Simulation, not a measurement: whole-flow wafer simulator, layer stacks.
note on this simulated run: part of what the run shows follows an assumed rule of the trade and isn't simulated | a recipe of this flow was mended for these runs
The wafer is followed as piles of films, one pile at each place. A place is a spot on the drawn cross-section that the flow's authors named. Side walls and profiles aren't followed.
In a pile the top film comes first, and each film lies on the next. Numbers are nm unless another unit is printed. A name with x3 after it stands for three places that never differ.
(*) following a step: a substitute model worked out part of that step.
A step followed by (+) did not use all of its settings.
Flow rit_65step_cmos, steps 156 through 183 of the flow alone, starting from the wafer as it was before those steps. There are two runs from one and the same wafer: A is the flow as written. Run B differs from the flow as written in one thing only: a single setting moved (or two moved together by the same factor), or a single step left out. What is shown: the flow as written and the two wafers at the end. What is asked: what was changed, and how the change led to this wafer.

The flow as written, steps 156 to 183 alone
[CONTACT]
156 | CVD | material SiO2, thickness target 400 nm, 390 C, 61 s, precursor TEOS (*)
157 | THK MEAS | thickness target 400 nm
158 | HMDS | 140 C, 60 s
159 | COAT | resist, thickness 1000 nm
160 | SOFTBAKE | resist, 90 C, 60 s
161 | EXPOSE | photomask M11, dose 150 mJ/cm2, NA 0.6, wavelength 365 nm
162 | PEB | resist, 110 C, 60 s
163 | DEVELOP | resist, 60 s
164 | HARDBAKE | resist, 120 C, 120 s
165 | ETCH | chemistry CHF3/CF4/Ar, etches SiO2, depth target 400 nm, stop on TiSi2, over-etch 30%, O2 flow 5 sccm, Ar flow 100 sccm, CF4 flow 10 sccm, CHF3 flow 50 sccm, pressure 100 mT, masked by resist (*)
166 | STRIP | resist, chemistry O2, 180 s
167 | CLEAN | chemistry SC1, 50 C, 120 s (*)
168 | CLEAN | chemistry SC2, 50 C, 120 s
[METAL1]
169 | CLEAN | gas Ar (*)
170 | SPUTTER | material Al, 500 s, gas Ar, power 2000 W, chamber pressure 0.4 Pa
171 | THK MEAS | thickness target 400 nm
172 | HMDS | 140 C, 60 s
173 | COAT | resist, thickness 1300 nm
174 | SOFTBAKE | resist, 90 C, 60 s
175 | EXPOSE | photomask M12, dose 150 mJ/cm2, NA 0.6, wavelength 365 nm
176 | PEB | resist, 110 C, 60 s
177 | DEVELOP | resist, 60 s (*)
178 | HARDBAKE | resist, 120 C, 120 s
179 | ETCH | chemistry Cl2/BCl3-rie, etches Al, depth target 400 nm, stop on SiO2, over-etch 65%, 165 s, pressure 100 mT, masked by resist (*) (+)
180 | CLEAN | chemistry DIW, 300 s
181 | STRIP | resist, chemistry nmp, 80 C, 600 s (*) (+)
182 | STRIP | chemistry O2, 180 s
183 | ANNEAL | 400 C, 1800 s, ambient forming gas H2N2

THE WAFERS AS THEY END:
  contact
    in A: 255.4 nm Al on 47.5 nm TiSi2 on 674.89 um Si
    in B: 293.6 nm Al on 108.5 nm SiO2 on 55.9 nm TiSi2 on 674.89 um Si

Cause: step 165, ETCH: depth target 220 nm was run, while the flow as written has depth target 400 nm.

The path from the change to this, step by step:
  165 | ETCH | chemistry CHF3/CF4/Ar, etches SiO2, depth target 400 nm, stop on TiSi2, over-etch 30%, O2 flow 5 sccm, Ar flow 100 sccm, CF4 flow 10 sccm, CHF3 flow 50 sccm, pressure 100 mT, masked by resist (*)
      contact: A -400 SiO2 (all of it), -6 TiSi2 | B -286 SiO2
      field, field_pw, field_nw and 10 more: A -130 resist | B -71.5 resist
  166 | STRIP | resist, chemistry O2, 180 s
      active_n, active_p: A -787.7 resist (all of it) | B -846.2 resist (all of it)
      field: A -847 resist (all of it) | B -905.5 resist (all of it)
      (also at 10 further places)
  169 | CLEAN | gas Ar (*)
      contact: A -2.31 TiSi2 | B -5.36 SiO2
  170 | SPUTTER | material Al, 500 s, gas Ar, power 2000 W, chamber pressure 0.4 Pa
      contact: A +255.4 Al (new film) | B +293.6 Al (new film)
  173 | COAT | resist, thickness 1300 nm
      contact: A +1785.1 resist (new film) | B +1649.8 resist (new film)
  176 | PEB | resist, 110 C, 60 s
      contact: A -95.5 resist | B -87.9 resist
  178 | HARDBAKE | resist, 120 C, 120 s
      contact: A -62.1 resist | B -56.9 resist
  181 | STRIP | resist, chemistry nmp, 80 C, 600 s (*) (+)
      contact: A -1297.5 resist (all of it) | B -1175 resist (all of it)
